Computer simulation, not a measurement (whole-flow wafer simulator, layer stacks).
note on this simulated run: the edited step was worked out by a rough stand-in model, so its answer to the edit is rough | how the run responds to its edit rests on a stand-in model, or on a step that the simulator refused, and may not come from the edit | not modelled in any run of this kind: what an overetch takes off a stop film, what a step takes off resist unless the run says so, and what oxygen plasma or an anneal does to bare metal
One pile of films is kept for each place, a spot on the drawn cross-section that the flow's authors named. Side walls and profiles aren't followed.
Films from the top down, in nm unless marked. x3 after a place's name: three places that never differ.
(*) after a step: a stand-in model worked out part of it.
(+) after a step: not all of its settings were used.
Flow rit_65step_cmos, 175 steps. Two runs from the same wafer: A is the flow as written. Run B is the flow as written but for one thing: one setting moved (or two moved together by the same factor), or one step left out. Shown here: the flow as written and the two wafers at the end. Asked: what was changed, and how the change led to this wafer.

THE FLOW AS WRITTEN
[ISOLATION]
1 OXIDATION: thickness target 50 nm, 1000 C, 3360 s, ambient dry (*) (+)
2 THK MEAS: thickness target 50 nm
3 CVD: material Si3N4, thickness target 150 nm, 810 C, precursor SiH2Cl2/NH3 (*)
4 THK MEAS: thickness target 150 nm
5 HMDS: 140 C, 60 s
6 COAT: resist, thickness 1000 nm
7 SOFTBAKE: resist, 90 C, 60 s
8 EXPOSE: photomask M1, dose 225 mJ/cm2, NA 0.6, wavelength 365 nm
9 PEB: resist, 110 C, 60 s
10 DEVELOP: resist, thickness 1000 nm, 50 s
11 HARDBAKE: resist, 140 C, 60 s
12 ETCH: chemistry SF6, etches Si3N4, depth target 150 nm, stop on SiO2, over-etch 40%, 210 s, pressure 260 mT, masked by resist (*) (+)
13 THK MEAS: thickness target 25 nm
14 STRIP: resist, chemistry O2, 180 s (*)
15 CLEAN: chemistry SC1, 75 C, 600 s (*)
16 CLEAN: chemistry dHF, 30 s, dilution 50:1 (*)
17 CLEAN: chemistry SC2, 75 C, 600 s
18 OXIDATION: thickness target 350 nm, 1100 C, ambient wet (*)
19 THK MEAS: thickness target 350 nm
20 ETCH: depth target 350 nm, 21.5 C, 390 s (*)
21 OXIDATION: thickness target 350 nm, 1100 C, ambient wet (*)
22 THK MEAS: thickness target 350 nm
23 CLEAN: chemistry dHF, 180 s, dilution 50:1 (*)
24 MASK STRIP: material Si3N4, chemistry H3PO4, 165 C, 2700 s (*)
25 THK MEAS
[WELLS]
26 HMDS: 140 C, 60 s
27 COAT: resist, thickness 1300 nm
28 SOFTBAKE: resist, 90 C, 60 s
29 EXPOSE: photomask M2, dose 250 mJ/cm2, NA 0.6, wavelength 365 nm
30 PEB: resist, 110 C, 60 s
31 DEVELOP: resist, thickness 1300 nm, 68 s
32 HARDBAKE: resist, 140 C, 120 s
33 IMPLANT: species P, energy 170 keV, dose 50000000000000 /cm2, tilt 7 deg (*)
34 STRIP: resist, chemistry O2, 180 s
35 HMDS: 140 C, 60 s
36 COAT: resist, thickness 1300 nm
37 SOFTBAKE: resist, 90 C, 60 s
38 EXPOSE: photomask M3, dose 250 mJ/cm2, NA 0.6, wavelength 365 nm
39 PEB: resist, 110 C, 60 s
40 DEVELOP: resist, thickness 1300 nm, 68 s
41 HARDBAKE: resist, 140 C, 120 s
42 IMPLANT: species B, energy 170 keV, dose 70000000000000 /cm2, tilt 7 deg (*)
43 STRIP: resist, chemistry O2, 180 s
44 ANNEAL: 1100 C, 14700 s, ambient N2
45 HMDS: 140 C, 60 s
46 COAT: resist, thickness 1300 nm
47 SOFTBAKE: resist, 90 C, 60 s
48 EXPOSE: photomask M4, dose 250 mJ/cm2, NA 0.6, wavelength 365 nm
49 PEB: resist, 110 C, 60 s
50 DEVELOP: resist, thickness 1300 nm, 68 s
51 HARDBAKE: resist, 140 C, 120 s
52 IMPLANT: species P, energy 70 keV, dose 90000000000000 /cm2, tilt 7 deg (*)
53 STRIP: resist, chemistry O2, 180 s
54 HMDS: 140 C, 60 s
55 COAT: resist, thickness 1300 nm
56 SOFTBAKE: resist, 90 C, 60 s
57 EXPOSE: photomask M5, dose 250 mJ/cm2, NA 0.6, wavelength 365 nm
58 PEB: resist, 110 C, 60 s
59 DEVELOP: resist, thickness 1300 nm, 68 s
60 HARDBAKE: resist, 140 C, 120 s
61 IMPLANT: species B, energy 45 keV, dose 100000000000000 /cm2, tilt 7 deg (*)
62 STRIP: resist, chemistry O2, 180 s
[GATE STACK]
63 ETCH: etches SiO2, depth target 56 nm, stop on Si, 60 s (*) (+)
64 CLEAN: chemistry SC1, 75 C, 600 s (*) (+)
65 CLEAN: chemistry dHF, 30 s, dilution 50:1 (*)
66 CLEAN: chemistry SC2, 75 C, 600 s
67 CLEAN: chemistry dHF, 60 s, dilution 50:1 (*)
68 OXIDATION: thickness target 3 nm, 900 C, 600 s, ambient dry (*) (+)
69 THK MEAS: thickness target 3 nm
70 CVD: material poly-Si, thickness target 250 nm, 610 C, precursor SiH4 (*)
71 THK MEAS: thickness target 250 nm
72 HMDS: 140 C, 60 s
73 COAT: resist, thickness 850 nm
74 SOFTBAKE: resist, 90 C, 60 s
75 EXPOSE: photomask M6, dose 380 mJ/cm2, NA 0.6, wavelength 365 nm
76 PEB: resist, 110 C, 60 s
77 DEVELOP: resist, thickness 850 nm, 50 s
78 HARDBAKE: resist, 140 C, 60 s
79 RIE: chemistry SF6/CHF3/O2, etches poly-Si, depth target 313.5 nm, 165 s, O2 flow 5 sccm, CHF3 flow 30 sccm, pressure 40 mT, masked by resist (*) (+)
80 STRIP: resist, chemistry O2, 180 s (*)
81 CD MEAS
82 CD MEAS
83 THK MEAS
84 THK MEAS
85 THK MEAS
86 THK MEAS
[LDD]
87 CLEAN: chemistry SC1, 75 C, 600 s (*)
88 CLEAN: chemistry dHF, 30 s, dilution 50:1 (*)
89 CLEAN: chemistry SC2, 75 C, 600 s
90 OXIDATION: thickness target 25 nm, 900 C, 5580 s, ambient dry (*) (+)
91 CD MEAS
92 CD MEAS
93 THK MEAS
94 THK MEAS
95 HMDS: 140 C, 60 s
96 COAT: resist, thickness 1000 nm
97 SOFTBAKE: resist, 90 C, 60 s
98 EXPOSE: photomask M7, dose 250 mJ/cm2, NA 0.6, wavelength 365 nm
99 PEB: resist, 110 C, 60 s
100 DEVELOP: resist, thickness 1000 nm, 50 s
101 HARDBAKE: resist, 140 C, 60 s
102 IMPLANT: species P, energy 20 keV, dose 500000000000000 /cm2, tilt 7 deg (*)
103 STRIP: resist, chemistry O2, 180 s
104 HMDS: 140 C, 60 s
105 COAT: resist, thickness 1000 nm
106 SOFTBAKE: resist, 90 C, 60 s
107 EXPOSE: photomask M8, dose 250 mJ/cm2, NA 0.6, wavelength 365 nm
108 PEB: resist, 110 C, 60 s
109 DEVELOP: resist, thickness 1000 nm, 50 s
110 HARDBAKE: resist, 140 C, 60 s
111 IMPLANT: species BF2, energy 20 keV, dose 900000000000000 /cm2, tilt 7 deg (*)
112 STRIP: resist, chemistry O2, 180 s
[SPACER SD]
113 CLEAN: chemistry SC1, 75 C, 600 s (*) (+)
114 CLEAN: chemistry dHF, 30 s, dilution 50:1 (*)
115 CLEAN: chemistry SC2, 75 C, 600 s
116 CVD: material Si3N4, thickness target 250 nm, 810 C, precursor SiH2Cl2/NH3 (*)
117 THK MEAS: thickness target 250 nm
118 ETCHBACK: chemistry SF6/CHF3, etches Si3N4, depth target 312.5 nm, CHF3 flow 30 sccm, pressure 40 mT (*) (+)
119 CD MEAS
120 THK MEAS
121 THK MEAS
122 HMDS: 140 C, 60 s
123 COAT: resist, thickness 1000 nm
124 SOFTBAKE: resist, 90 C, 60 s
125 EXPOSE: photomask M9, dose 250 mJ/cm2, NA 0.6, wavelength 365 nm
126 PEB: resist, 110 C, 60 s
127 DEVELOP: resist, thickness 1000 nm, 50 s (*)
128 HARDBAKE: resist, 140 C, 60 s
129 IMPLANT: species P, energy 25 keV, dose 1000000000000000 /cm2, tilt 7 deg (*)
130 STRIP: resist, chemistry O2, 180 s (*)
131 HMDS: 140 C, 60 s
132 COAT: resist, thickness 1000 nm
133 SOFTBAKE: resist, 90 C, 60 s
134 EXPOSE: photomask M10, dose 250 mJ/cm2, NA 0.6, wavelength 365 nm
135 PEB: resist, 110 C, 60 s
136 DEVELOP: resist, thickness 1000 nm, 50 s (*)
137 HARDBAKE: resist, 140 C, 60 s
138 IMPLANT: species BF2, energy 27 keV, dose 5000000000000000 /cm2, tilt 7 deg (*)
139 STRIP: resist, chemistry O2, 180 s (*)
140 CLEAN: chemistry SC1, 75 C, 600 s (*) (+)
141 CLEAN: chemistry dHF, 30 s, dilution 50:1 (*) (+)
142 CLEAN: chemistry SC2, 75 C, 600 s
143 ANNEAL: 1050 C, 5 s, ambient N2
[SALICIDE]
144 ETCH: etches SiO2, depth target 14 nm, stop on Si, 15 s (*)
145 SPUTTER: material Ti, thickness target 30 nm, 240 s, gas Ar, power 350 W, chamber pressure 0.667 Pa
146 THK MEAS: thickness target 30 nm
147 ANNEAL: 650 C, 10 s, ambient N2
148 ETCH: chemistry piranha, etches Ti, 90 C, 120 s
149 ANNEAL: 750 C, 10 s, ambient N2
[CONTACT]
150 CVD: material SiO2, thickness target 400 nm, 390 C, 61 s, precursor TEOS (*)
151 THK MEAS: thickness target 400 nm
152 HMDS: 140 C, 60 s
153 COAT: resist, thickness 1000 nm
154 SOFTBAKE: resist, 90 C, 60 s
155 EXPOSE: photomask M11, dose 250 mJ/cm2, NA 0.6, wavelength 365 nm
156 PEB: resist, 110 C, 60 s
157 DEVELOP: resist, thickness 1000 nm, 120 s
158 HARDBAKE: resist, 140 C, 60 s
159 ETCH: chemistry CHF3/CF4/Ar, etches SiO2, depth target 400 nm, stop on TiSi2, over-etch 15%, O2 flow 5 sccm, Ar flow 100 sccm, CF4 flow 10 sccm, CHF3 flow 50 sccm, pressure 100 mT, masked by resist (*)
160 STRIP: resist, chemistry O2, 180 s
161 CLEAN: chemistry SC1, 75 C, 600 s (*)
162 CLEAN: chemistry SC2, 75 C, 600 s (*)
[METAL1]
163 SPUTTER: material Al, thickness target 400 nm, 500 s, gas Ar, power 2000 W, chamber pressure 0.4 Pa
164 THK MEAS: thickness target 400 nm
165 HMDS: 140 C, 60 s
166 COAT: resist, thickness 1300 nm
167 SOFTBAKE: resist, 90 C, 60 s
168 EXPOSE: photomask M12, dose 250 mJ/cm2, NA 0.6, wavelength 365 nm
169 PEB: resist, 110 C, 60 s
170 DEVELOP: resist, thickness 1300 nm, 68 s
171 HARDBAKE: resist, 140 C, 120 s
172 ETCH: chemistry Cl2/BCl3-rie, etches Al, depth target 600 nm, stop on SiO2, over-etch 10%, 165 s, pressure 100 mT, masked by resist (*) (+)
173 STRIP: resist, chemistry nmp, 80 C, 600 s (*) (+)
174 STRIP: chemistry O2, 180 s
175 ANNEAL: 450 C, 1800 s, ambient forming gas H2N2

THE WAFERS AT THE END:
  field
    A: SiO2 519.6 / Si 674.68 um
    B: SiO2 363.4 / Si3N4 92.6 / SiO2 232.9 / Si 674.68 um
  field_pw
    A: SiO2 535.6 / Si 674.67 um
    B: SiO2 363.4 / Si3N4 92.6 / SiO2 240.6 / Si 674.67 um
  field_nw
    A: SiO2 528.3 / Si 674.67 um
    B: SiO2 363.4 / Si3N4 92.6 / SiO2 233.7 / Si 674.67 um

The cause: step 118, ETCHBACK: depth target 156.2 nm was run, where the flow has depth target 312.5 nm.

How the change led to this, step by step:
  118 ETCHBACK: chemistry SF6/CHF3, etches Si3N4, depth target 312.5 nm, CHF3 flow 30 sccm, pressure 40 mT (*) (+)
      field, field_pw, field_nw, field_p: A Si3N4 -250 (all of it), SiO2 -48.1 | B Si3N4 -156.2
      gate_n: A Si3N4 -250 (all of it), SiO2 -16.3 (all of it), poly-Si -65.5 | B Si3N4 -156.2
      (and at 1 more place)
  123 COAT: resist, thickness 1000 nm
      field: A resist +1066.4 (new film) | B resist +1044.1 (new film)
      field_p: A resist +1073.5 (new film) | B resist +1051.2 (new film)
      (and at 4 more places)
  126 PEB: resist, 110 C, 60 s
      gate_n, gate_p: A resist -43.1 | B resist -40.1
      field: A resist -55.6 | B resist -54.3
      (and at 3 more places)
  127 DEVELOP: resist, thickness 1000 nm, 50 s (*)
      field: A resist -1010.9 (all of it) | B resist -989.9 (all of it)
      gate_n: A resist -791.9 (all of it) | B resist -739.2 (all of it)
      (and at 1 more place)
  128 HARDBAKE: resist, 140 C, 60 s
      field_nw: A resist -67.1 | B resist -65.7
      field_p: A resist -68.8 | B resist -67.2
      (and at 2 more places)
  130 STRIP: resist, chemistry O2, 180 s (*)
      gate_n: A chemical SiO2 +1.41 (new film), poly-Si -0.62 | B nothing
      gate_p: A chemical SiO2 +1.31 (new film), resist -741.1 (all of it), poly-Si -0.58 | B resist -691.6 (all of it)
      (and at 2 more places)
  132 COAT: resist, thickness 1000 nm
      field: A resist +1067 (new film) | B resist +1044.1 (new film)
      field_p: A resist +1074 (new film) | B resist +1051.2 (new film)
      (and at 4 more places)
  135 PEB: resist, 110 C, 60 s
      gate_n, gate_p: A resist -43.1 | B resist -40.1
      spacer, spacer_p: A resist -42 | B resist -40
      (and at 2 more places)
  136 DEVELOP: resist, thickness 1000 nm, 50 s (*)
      field_p: A resist -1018 (all of it) | B resist -996.5 (all of it)
      gate_p: A resist -792.8 (all of it) | B resist -739.4 (all of it)
      (and at 1 more place)
  137 HARDBAKE: resist, 140 C, 60 s
      field: A resist -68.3 | B resist -66.3
      field_nw: A resist -67.1 | B resist -65.7
      (and at 2 more places)
  139 STRIP: resist, chemistry O2, 180 s (*)
      gate_n: A resist -740 (all of it), chemical SiO2 +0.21, poly-Si -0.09 | B resist -691.3 (all of it)
      field: A resist -943.1 (all of it) | B resist -923.5 (all of it)
      (and at 1 more place)
  140 CLEAN: chemistry SC1, 75 C, 600 s (*) (+)
      field, field_pw, field_nw, field_p: A SiO2 -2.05 | B Si3N4 -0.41
      gate_n, gate_p: A chemical SiO2 -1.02, poly-Si -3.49 | B Si3N4 -0.41
  141 CLEAN: chemistry dHF, 30 s, dilution 50:1 (*) (+)
      field, field_p: A SiO2 -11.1 | B Si3N4 -0.43
      field_pw, field_nw: A SiO2 -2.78 | B Si3N4 -0.43
      (and at 2 more places)
  144 ETCH: etches SiO2, depth target 14 nm, stop on Si, 15 s (*)
      field, field_pw, field_nw, field_p: A SiO2 -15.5 | B Si3N4 -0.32
  145 SPUTTER: material Ti, thickness target 30 nm, 240 s, gas Ar, power 350 W, chamber pressure 0.667 Pa
      gate_n: A Ti +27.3 (new film) | B Ti +30 (new film)
      gate_p: A Ti +27.2 (new film) | B Ti +30 (new film)
  147 ANNEAL: 650 C, 10 s, ambient N2
      gate_n: A Ti -21.3, TiSi first +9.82 (new film), TiSi2 C49 +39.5 (new film), poly-Si -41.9 | B nothing
      gate_p: A Ti -21.2, TiSi first +9.56 (new film), TiSi2 C49 +39.6 (new film), poly-Si -41.9 | B nothing
  ... 9 more steps ...
  170 DEVELOP: resist, thickness 1300 nm, 68 s
      field: A resist -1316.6 (all of it) | B resist -1271.6 (all of it)
      field_pw: A resist -1285.5 (all of it) | B resist -1259.5 (all of it)
      (and at 6 more places)
